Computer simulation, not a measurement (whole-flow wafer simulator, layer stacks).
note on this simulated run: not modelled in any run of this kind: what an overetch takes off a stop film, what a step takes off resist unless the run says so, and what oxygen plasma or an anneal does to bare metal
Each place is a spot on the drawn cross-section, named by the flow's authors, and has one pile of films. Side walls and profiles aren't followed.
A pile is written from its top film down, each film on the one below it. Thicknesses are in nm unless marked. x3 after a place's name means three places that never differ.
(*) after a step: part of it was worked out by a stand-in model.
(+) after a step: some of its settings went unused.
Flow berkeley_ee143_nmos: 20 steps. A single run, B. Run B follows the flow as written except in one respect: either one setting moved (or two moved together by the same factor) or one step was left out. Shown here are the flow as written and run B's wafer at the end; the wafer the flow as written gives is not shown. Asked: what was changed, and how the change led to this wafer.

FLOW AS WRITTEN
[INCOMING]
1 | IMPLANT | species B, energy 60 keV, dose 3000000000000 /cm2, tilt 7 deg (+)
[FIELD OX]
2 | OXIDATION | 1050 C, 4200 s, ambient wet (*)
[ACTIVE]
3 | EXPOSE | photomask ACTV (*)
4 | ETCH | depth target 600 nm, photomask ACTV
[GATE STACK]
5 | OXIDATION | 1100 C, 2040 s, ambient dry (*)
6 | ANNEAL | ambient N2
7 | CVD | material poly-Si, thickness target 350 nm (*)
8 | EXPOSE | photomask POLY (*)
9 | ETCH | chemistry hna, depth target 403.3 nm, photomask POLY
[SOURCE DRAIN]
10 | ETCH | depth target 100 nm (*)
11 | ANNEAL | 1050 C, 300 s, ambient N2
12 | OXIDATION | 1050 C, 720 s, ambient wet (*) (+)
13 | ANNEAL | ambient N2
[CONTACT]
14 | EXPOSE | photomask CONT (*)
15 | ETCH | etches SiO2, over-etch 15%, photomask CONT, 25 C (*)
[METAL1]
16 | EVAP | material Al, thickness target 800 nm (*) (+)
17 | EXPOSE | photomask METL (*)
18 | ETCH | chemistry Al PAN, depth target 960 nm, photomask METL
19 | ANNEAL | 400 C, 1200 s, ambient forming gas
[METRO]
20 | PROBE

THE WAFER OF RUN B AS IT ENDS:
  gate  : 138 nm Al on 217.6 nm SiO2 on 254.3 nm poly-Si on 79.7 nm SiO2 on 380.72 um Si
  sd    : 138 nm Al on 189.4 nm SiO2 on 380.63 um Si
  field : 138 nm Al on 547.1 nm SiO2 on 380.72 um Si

What caused this: step 18, ETCH: depth target 662 nm was run, whereas the flow has depth target 960 nm.

How this came from the change, step by step:
  18 | ETCH | chemistry Al PAN, depth target 960 nm, photomask METL
      gate, sd, field: Al loses 662 (it would be, as written: Al loses 800 (all of it))
Taking metal films that touch as one body, gate has 1 body; the flow as written gives 0 bodies.
Taking metal films that touch as one body, sd has 1 body; the flow as written gives 0 bodies.
Taking metal films that touch as one body, field has 1 body; the flow as written gives 0 bodies.
